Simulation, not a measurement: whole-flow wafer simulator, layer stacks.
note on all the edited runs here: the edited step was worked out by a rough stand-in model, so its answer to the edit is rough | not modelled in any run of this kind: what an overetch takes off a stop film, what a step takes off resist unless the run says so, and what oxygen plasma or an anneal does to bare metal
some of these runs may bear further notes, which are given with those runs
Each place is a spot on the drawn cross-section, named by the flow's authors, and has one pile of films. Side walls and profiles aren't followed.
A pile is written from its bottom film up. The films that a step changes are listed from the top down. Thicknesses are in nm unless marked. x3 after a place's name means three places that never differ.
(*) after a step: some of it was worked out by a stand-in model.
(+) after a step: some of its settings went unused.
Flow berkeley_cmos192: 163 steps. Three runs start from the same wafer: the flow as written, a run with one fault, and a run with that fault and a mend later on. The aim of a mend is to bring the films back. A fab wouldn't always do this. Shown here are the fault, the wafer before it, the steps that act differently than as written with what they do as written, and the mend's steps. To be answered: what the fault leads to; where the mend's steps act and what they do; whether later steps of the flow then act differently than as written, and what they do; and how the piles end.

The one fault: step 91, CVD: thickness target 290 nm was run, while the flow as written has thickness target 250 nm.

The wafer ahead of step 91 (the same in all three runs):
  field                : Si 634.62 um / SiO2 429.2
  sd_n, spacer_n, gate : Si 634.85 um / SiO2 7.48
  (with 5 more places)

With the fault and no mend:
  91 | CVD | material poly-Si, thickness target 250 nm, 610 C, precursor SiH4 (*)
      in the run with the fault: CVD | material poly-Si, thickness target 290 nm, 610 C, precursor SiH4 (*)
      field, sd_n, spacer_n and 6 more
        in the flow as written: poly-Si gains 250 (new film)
        in the run with the fault: poly-Si gains 290 (new film)
  Steps later in the flow that act otherwise than as written (not shown: 17 more steps that differ only slightly, by at most 2% or 0.5 nm, whichever is larger):
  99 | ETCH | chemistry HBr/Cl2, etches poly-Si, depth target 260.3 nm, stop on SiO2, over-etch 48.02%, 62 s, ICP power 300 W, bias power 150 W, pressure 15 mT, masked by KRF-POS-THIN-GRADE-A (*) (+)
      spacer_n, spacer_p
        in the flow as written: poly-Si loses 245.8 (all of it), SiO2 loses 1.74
        in the run with the fault: poly-Si loses 285.7 (all of it), SiO2 loses 0.5
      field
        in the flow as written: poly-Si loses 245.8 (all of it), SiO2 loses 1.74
        in the run with the fault: poly-Si loses 285.8 (all of it), SiO2 loses 0.5
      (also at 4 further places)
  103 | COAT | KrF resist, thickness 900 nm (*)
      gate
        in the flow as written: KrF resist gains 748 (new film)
        in the run with the fault: KrF resist gains 714.6 (new film)
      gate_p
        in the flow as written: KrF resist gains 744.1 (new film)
        in the run with the fault: KrF resist gains 710.7 (new film)
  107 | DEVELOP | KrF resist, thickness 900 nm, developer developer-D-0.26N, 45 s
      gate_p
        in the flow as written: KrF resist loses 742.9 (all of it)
        in the run with the fault: KrF resist loses 709.6 (all of it)
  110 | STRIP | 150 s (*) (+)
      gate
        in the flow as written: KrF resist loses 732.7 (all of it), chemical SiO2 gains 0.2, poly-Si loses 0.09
        in the run with the fault: KrF resist loses 699.3 (all of it), chemical SiO2 gains 0.2, poly-Si loses 0.09
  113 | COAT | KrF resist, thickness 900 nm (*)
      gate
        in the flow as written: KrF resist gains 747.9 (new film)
        in the run with the fault: KrF resist gains 714.6 (new film)
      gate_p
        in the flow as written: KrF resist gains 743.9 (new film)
        in the run with the fault: KrF resist gains 710.6 (new film)
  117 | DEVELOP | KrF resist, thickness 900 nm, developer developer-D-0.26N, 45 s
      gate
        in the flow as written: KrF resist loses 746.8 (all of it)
        in the run with the fault: KrF resist loses 713.5 (all of it)
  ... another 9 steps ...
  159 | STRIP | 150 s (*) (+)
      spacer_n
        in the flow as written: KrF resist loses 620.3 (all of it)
        in the run with the fault: KrF resist loses 598.7 (all of it)
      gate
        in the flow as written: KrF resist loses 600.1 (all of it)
        in the run with the fault: KrF resist loses 581.2 (all of it)
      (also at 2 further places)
  At spacer_n, gate, spacer_p, gate_p, the piles at the end differ from the flow's by more than 2% or 0.5 nm, whichever is larger.
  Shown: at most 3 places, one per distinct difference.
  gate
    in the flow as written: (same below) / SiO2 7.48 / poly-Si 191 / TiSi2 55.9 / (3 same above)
    in the run with the fault: (same below) / SiO2 7.48 / poly-Si 231 / TiSi2 55.9 / (3 same above)
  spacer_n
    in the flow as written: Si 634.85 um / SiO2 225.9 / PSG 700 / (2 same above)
    in the run with the fault: Si 634.85 um / SiO2 265.9 / PSG 700 / (2 same above)
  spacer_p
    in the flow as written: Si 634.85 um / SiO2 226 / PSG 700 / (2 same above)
    in the run with the fault: Si 634.85 um / SiO2 266 / PSG 700 / (2 same above)

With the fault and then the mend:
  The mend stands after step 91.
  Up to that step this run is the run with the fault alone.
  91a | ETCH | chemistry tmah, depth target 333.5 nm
      field, sd_n, spacer_n and 6 more
        poly-Si loses 290 (all of it)
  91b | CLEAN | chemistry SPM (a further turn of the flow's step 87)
      leaves every film unchanged at each place that is followed
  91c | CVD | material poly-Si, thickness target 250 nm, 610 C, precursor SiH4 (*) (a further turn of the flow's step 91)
      field, sd_n, spacer_n and 6 more
        poly-Si gains 250 (new film)
  Later steps of the flow that are run all act as written at every place that is followed.
  At every place that both follow, the piles at the end match the flow's.
